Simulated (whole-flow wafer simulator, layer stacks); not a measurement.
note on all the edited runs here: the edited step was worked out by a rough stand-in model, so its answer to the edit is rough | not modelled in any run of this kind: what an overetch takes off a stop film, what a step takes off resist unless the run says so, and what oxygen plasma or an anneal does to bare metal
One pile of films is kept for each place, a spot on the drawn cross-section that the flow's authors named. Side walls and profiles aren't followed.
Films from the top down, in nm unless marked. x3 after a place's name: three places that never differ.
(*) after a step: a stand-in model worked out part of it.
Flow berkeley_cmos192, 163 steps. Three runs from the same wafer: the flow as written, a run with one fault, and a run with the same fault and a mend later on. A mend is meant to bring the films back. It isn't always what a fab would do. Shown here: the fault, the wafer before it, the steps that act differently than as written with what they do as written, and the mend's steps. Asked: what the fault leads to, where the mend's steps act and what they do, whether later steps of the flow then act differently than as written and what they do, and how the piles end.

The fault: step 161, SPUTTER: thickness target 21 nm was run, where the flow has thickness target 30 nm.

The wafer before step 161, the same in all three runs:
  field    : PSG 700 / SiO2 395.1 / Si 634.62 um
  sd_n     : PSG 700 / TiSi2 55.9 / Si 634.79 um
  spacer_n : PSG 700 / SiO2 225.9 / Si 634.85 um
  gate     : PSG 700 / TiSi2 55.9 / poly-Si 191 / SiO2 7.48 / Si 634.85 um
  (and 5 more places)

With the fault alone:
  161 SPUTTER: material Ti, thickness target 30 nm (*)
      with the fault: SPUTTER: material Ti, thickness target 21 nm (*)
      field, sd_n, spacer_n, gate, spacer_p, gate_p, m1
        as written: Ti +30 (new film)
        with the fault: Ti +21 (new film)
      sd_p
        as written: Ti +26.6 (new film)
        with the fault: Ti +18.6 (new film)
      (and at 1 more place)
  No later step of the flow acts differently than as written, at any place that is followed, by more than 2% or 0.5 nm, whichever is larger.
  At the end the piles differ from the flow's by more than 2% or 0.5 nm, whichever is larger, at field, sd_n, spacer_n and 6 more.
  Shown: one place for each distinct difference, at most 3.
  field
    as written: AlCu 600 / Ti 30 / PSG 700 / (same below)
    with the fault: AlCu 600 / Ti 21 / PSG 700 / (same below)
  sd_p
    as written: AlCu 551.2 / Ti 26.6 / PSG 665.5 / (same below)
    with the fault: AlCu 551.7 / Ti 18.6 / PSG 665.5 / (same below)
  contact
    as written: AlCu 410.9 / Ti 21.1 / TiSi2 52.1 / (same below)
    with the fault: AlCu 412.3 / Ti 14.8 / TiSi2 52.1 / (same below)

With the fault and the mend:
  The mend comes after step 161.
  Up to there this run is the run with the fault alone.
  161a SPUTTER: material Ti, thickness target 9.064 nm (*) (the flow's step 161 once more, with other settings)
      field, sd_n, spacer_n, gate, spacer_p, gate_p, m1
        Ti +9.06
      sd_p
        Ti +8.03
      contact
        Ti +6.33
  No later step of the flow acts differently than as written at any place that is followed.
  At the end the piles differ from the flow's only slightly at the places that both follow, by at most 2% or 0.5 nm, whichever is larger.
